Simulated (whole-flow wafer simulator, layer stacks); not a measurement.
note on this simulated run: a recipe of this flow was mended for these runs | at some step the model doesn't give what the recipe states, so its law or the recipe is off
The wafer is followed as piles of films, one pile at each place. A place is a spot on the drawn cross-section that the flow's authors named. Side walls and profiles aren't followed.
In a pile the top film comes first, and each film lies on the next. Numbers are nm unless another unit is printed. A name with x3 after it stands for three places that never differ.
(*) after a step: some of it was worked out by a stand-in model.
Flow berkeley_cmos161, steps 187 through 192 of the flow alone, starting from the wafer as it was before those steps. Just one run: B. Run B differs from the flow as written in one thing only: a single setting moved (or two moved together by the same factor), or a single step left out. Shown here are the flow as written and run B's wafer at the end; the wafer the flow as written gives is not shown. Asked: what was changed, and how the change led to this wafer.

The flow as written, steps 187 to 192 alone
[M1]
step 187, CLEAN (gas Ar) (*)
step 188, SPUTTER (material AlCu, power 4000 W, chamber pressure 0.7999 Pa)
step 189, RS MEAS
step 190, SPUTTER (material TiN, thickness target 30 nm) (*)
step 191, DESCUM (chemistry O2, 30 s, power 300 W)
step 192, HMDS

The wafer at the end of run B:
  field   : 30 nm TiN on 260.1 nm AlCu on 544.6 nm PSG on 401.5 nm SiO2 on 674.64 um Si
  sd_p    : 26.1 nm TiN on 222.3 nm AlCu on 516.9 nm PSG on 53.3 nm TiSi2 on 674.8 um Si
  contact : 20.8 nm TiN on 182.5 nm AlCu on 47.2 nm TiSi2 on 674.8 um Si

Cause: step 188, SPUTTER: chamber pressure 0.9279 Pa was run, though the flow has chamber pressure 0.7999 Pa.

How this came from the change, step by step:
  step 188, SPUTTER (material AlCu, power 4000 W, chamber pressure 0.7999 Pa)
      field, sd_n, spacer_n, gate_n, spacer_p, gate_p, m1: AlCu gains 260.1 (new film) (in the flow as written it would be: AlCu gains 275.8 (new film))
      sd_p: AlCu gains 222.3 (new film) (in the flow as written it would be: AlCu gains 235.4 (new film))
      (as well as at 1 more place)
